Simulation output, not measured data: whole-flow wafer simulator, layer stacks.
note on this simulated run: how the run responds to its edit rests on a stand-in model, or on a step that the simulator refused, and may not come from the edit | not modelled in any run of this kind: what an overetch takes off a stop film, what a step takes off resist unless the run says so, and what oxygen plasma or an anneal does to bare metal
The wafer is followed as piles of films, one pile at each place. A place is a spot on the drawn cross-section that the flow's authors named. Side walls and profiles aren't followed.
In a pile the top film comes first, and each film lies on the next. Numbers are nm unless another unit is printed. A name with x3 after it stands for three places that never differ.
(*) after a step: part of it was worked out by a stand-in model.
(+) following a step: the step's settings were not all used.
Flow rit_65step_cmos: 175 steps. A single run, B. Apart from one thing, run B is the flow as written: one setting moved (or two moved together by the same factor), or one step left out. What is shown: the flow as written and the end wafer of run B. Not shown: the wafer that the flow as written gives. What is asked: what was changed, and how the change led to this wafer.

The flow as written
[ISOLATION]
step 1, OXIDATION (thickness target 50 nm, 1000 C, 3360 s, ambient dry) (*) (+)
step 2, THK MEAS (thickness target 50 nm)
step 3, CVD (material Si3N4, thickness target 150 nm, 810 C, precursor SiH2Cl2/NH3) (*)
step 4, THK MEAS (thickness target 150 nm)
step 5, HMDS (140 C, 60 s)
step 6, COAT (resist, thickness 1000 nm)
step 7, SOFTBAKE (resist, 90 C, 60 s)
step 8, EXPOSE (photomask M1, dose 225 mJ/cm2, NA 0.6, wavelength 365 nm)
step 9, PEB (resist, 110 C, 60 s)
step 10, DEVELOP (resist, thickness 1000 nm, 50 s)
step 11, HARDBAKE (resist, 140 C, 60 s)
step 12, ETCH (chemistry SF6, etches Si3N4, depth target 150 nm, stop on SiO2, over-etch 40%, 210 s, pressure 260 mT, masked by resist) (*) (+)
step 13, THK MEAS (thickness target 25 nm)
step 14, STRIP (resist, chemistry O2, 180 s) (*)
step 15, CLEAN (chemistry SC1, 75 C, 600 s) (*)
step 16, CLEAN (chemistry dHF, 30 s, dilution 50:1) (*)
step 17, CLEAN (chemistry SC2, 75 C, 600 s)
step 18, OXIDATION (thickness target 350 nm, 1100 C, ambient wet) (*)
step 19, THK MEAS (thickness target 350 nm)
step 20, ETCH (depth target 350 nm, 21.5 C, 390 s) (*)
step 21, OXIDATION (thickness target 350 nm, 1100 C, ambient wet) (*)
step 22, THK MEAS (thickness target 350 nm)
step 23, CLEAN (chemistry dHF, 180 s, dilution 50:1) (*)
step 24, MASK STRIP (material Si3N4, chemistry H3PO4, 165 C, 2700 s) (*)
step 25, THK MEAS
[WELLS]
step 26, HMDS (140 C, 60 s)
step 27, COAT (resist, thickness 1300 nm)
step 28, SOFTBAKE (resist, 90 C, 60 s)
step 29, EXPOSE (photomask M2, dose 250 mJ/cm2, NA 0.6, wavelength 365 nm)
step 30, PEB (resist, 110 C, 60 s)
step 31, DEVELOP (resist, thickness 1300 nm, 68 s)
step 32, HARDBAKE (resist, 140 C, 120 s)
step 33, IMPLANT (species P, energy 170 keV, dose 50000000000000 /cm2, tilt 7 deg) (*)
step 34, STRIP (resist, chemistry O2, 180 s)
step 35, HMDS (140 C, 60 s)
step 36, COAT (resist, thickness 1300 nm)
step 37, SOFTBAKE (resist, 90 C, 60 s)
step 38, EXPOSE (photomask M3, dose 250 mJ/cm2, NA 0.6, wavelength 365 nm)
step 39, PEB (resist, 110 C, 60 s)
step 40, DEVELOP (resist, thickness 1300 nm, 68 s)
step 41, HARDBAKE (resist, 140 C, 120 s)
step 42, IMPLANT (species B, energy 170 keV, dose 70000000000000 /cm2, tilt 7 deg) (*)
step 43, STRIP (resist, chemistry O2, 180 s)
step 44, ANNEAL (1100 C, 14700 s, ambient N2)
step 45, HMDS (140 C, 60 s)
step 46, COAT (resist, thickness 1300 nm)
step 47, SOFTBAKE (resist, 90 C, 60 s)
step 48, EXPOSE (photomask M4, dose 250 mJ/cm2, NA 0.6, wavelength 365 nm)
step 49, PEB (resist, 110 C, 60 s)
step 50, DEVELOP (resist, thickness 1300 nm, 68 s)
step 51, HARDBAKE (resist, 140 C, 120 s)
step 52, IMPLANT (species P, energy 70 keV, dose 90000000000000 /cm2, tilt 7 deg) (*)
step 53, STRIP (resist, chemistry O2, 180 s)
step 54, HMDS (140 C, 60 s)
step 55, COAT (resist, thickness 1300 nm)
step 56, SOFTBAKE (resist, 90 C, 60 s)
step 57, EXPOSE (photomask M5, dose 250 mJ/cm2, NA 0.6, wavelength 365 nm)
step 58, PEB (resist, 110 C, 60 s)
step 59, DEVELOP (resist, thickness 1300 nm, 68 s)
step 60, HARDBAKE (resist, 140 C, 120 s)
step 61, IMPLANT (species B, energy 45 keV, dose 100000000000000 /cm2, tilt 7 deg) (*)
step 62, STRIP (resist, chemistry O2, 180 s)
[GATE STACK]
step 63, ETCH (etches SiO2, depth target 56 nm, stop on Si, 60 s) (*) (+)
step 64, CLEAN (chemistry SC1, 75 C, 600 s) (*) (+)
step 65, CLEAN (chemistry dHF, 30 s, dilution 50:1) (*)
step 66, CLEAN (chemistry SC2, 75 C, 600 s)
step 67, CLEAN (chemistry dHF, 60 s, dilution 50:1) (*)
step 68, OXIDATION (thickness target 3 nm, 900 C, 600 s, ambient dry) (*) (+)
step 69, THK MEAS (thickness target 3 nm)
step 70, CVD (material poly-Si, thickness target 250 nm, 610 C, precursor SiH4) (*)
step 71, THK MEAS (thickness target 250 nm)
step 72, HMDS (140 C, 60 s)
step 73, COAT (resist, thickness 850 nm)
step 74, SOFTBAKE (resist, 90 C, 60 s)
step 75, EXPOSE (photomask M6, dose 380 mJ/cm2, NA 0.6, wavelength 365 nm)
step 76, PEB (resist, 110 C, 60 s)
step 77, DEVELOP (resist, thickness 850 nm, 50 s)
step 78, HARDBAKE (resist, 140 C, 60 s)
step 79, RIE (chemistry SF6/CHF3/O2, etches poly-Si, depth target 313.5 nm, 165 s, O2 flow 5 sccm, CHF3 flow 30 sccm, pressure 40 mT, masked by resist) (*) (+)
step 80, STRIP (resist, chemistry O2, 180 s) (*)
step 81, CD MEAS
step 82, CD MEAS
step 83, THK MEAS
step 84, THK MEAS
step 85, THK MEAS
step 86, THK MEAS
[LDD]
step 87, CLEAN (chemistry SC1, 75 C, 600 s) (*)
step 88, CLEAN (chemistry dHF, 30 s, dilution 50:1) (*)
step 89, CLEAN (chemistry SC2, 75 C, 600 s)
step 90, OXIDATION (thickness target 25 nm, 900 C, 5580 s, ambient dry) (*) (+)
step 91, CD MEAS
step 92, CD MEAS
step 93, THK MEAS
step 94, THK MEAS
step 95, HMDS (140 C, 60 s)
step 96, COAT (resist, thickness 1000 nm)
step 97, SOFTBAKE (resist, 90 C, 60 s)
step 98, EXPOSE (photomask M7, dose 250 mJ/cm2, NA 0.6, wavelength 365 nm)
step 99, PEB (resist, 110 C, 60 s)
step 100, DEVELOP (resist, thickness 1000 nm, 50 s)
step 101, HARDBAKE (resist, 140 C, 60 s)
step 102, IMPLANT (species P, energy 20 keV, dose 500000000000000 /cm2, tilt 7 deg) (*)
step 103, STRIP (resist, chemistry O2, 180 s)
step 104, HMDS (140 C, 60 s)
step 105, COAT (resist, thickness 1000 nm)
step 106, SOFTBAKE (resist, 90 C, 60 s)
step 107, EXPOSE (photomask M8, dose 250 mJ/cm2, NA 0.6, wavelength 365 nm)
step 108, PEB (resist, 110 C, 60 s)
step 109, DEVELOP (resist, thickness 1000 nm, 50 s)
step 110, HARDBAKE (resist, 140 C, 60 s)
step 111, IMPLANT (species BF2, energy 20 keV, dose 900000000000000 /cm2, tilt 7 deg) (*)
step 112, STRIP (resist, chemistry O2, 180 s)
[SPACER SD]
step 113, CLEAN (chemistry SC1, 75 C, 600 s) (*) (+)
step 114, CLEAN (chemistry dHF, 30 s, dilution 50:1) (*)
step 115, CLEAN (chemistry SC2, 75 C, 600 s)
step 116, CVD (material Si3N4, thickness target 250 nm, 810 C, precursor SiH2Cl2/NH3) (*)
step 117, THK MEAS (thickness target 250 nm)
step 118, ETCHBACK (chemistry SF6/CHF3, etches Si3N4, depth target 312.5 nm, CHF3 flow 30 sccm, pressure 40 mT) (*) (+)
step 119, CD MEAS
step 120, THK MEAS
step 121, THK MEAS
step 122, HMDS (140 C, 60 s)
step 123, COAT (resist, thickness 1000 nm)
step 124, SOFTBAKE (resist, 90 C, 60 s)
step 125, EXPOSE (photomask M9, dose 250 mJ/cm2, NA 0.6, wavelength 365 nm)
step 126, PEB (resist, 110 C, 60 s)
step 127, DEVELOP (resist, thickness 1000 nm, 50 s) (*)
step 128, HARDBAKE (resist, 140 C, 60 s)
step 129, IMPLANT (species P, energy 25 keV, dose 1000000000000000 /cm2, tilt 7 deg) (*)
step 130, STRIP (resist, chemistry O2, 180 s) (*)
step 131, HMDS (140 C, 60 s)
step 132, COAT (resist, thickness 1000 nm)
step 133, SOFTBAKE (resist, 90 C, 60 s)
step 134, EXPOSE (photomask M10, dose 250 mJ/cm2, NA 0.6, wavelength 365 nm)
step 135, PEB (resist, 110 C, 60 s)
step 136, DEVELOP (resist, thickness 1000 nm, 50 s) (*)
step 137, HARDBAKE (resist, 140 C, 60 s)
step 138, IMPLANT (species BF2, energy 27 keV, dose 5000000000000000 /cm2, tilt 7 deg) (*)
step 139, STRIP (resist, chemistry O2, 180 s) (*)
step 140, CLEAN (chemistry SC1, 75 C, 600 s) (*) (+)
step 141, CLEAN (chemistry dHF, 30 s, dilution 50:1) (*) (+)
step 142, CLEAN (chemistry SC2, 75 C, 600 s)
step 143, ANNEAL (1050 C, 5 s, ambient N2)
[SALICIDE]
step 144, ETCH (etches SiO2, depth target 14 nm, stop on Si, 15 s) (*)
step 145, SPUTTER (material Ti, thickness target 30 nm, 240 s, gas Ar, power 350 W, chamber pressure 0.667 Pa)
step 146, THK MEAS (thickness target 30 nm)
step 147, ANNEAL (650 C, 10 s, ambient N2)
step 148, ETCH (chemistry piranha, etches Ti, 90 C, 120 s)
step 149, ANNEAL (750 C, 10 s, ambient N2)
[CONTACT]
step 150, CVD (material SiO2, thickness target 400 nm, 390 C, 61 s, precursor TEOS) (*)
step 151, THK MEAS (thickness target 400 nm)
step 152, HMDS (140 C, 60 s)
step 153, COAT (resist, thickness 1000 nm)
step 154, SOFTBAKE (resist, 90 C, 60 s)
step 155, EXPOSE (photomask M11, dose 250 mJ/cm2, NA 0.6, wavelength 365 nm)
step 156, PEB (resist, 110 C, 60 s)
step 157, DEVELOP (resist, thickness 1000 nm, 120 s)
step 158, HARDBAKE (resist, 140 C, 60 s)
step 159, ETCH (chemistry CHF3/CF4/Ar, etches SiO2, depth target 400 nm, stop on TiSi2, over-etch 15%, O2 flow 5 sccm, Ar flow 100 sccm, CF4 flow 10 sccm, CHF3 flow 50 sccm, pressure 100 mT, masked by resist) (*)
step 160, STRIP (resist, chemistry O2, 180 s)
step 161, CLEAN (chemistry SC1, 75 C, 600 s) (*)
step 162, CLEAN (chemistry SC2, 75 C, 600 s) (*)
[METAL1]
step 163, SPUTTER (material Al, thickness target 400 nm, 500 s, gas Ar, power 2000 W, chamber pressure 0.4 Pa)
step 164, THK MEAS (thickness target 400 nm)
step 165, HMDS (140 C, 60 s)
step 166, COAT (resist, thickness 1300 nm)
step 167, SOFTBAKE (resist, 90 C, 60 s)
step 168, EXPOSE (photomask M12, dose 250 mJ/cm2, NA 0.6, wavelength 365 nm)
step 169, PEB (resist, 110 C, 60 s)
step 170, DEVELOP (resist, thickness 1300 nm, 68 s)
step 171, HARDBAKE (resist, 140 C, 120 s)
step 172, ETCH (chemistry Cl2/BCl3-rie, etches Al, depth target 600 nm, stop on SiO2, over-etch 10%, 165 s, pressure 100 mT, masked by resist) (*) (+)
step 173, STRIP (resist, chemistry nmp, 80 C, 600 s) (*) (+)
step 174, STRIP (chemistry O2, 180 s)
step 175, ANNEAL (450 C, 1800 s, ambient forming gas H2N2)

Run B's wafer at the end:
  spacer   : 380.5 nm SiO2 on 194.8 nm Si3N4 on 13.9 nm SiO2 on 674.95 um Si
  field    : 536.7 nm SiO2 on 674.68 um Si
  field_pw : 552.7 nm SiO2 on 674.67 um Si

Cause: step 163, SPUTTER: power 2682 W was run, though the flow has power 2000 W.

How this came from the change, step by step:
  step 163, SPUTTER (material Al, thickness target 400 nm, 500 s, gas Ar, power 2000 W, chamber pressure 0.4 Pa)
      field, field_pw, field_p, spacer, spacer_p: +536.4 Al (new film) (it would be, as written: +400 Al (new film))
      gate_n, gate_p: +514.9 Al (new film) (it would be, as written: +396 Al (new film))
      (and at 1 other place as well)
  step 172, ETCH (chemistry Cl2/BCl3-rie, etches Al, depth target 600 nm, stop on SiO2, over-etch 10%, 165 s, pressure 100 mT, masked by resist) (*) (+)
      field, field_pw, field_p: -536.4 Al (all of it), -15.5 SiO2 (it would be, as written: -400 Al (all of it), -32.5 SiO2)
      gate_n, gate_p: -514.9 Al (all of it), -18.1 SiO2 (it would be, as written: -396 Al (all of it), -33 SiO2)
      (and at 3 other places as well)
